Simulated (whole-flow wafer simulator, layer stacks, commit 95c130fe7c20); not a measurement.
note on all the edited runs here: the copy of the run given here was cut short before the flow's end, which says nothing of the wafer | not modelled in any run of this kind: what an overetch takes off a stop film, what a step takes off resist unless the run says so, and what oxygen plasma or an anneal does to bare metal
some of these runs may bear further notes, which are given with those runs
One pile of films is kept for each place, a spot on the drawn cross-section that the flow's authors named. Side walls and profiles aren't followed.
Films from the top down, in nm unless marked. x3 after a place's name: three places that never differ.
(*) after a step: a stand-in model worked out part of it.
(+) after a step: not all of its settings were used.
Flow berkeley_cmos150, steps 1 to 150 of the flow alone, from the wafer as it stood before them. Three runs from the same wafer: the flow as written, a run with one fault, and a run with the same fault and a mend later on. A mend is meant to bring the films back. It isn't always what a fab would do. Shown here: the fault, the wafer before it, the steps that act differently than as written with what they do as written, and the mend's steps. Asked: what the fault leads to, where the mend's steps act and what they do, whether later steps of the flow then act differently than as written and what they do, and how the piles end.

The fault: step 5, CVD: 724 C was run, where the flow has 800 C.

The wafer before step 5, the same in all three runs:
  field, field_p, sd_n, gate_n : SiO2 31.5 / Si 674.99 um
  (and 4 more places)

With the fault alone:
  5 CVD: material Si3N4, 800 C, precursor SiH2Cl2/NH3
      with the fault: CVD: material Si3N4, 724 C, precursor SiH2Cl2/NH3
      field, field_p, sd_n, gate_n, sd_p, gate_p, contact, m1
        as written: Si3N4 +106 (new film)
        with the fault: Si3N4 +34.4 (new film)
  Later steps of the flow that act differently than as written (32 more steps differ only slightly, by at most 2% or 0.5 nm, whichever is larger, and aren't shown):
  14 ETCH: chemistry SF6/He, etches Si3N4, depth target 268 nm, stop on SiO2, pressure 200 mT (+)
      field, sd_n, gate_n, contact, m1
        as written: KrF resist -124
        with the fault: KrF resist -46.1
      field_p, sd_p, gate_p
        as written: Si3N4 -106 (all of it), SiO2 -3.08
        with the fault: Si3N4 -34.4 (all of it), SiO2 -3.08
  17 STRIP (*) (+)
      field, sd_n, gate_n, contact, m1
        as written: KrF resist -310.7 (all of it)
        with the fault: KrF resist -388.6 (all of it)
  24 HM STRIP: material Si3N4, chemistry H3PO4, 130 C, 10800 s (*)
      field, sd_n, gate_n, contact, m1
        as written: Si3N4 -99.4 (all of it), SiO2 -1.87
        with the fault: Si3N4 -27.8 (all of it), SiO2 -2.48
  At the end the piles differ from the flow's only slightly at the places that both follow, by at most 2% or 0.5 nm, whichever is larger.

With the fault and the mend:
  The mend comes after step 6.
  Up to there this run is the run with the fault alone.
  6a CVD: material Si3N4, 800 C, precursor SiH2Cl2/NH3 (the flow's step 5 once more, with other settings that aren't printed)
      field, field_p, sd_n, gate_n, sd_p, gate_p, contact, m1
        Si3N4 +71.6
  No later step of the flow acts differently than as written, at any place that is followed, by more than 2% or 0.5 nm, whichever is larger.
  At the end the piles are the same as the flow's at every place that both follow.
